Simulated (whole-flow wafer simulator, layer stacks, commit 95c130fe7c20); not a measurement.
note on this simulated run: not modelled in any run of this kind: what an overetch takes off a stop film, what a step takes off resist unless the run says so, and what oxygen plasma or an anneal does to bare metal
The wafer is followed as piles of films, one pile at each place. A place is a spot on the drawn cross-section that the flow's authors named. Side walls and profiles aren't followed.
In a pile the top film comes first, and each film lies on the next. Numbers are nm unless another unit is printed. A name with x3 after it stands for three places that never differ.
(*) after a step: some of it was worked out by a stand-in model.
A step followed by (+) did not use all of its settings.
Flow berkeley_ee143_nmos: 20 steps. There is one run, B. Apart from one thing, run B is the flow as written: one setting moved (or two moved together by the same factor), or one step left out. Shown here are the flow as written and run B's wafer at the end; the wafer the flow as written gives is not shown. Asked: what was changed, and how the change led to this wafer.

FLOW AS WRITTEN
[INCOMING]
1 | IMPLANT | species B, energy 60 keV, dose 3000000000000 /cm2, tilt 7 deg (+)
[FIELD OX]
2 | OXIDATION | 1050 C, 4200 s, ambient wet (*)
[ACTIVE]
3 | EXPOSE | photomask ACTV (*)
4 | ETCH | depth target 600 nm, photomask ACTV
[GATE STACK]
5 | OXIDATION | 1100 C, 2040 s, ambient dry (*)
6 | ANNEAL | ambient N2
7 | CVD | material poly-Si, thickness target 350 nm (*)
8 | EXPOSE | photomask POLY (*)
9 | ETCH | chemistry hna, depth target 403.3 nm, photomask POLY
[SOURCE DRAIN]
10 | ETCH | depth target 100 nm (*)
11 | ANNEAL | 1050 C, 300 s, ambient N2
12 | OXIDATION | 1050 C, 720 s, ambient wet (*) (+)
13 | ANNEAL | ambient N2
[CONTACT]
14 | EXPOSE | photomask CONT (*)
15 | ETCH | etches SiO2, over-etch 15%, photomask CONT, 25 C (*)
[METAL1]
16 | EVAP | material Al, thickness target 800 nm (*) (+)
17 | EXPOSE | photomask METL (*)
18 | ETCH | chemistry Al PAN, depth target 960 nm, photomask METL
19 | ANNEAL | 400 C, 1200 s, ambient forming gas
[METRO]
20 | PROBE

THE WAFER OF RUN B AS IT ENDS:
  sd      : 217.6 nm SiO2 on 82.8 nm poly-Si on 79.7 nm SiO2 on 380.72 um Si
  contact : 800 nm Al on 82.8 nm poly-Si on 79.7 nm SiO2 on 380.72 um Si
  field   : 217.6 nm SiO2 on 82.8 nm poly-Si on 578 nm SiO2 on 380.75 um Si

What caused this: step 9, ETCH: depth target 171.4 nm was run, though the flow has depth target 403.3 nm.

The path from the change to this, step by step:
  9 | ETCH | chemistry hna, depth target 403.3 nm, photomask POLY
      sd, contact, field: poly-Si loses 171.4 (it would be, as written: poly-Si loses 350 (all of it))
  10 | ETCH | depth target 100 nm (*)
      sd, contact: nothing (it would be, as written: SiO2 loses 79.7 (all of it))
      field: nothing (it would be, as written: SiO2 loses 100)
  12 | OXIDATION | 1050 C, 720 s, ambient wet (*) (+)
      sd, contact: SiO2 gains 217.6 (new film), poly-Si loses 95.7 (it would be, as written: SiO2 gains 189.4 (new film), Si loses 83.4)
      field: SiO2 gains 217.6 (new film), poly-Si loses 95.7 (it would be, as written: SiO2 gains 69.1, Si loses 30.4)
  15 | ETCH | etches SiO2, over-etch 15%, photomask CONT, 25 C (*)
      contact: SiO2 loses 217.6 (all of it) (it would be, as written: SiO2 loses 189.4 (all of it))
